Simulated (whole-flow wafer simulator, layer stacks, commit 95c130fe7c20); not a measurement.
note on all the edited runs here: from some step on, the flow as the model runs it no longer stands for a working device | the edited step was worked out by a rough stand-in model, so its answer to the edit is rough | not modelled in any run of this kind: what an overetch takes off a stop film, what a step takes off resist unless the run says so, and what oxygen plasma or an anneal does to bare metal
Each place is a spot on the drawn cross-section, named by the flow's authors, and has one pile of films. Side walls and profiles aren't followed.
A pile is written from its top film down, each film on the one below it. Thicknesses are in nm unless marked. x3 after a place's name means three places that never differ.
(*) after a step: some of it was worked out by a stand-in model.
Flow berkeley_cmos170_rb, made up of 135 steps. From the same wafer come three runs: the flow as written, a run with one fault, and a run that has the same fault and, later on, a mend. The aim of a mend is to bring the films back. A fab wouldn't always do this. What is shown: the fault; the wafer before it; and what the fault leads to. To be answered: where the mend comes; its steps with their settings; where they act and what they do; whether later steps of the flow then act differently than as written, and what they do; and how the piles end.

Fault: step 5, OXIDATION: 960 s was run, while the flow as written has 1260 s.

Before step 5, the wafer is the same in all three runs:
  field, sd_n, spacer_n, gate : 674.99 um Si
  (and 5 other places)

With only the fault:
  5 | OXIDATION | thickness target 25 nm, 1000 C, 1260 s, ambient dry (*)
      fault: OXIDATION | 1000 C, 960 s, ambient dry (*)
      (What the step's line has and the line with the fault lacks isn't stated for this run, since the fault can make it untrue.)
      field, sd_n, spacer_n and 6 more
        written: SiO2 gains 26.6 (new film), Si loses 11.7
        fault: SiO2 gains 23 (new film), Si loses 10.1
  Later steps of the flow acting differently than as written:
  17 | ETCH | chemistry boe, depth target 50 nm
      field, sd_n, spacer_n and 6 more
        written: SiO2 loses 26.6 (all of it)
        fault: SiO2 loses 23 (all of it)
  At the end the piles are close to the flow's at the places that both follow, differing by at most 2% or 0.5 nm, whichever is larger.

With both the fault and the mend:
  The mend stands after step 6.
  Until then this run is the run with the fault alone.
  6a | OXIDATION | 1000 C, 237 s, ambient dry (*) (the flow's step 5, run once more with other settings)
      field, sd_n, spacer_n and 6 more
        SiO2 gains 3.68, Si loses 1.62
  None of the later steps of the flow differs from how it acts as written, at any place that is followed, by more than 2% or 0.5 nm, whichever is larger.
  The piles end the same as the flow's at every place that both follow.
